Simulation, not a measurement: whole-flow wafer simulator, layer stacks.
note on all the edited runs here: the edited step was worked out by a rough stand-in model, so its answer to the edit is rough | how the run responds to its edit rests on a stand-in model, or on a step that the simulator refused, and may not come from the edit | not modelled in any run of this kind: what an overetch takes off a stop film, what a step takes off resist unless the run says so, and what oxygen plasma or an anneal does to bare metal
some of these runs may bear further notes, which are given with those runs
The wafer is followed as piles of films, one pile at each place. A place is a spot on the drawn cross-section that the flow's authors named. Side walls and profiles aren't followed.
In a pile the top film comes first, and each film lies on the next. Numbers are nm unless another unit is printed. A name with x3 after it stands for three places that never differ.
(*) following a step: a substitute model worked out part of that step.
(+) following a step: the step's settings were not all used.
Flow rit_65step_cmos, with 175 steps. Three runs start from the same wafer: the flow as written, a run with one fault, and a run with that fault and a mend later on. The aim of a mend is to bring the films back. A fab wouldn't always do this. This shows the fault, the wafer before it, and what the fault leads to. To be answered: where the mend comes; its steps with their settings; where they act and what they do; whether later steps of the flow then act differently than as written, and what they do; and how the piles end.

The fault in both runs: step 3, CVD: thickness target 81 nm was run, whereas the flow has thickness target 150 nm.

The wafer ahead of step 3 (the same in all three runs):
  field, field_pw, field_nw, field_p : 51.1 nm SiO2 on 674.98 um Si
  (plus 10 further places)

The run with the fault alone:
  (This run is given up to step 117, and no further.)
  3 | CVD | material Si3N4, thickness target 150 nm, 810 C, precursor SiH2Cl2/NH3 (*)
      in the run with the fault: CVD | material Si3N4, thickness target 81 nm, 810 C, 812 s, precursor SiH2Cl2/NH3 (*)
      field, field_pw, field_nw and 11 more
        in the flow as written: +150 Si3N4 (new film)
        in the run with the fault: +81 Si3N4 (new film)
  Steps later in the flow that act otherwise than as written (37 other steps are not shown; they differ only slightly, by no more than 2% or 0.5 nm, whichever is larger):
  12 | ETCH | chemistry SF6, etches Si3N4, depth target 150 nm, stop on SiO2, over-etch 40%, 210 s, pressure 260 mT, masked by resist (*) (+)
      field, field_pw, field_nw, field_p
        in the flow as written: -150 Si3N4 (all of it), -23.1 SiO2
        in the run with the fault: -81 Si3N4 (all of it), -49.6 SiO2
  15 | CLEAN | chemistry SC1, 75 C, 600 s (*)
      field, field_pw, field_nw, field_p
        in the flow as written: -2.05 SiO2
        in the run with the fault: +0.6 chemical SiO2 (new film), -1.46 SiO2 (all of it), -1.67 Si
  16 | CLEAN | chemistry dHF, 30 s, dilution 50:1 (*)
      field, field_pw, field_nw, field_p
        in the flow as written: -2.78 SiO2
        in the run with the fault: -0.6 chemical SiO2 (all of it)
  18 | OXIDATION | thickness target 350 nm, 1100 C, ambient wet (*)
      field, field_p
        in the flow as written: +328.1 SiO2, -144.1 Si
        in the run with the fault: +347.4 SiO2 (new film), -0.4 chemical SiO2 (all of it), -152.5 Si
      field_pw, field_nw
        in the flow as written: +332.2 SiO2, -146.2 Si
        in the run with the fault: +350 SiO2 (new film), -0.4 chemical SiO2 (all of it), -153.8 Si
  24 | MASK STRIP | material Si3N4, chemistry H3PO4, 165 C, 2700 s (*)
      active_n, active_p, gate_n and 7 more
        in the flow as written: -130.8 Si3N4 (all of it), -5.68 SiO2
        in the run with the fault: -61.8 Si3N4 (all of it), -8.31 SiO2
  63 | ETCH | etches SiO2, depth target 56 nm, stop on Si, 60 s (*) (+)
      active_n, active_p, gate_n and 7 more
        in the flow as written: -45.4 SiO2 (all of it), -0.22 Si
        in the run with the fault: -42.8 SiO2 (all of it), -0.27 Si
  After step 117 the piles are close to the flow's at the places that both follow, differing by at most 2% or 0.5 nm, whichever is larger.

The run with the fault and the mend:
  The mend stands after step 11.
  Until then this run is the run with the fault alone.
  11a | STRIP | resist, chemistry O2, 180 s (*)
      active_n, active_p, gate_n and 7 more
        -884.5 resist (all of it)
  11b | CLEAN | chemistry SC2, 75 C, 600 s
      alters no film at any place that is followed
  11c | CVD | material Si3N4, thickness target 69 nm, 810 C, 688 s, precursor SiH2Cl2/NH3 (*) (the flow's step 3, run once more with other settings)
      field, field_pw, field_nw and 11 more
        +69 Si3N4
  11d | HMDS | 140 C, 60 s (the flow's step 5, run once more)
      alters no film at any place that is followed
  11e | COAT | resist, thickness 1000 nm (the flow's step 6, run once more)
      field, field_pw, field_nw and 11 more
        +1000 resist (new film)
  11f | SOFTBAKE | resist, 90 C, 60 s (the flow's step 7, run once more)
      alters no film at any place that is followed
  11g | EXPOSE | photomask M1, dose 225 mJ/cm2, NA 0.6, wavelength 365 nm (the flow's step 8, run once more)
      alters no film at any place that is followed
  11h | PEB | resist, 110 C, 60 s (the flow's step 9, run once more)
      field, field_pw, field_nw and 11 more
        -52 resist
  11i | DEVELOP | resist, thickness 1000 nm, 50 s (the flow's step 10, run once more)
      field, field_pw, field_nw, field_p
        -948 resist (all of it)
  11j | HARDBAKE | resist, 140 C, 60 s (the flow's step 11, run once more)
      active_n, active_p, gate_n and 7 more
        -63.5 resist
  Every later step of the flow that is run acts as written at every place that is followed.
  By the end, the piles equal the flow's at every place that both follow.
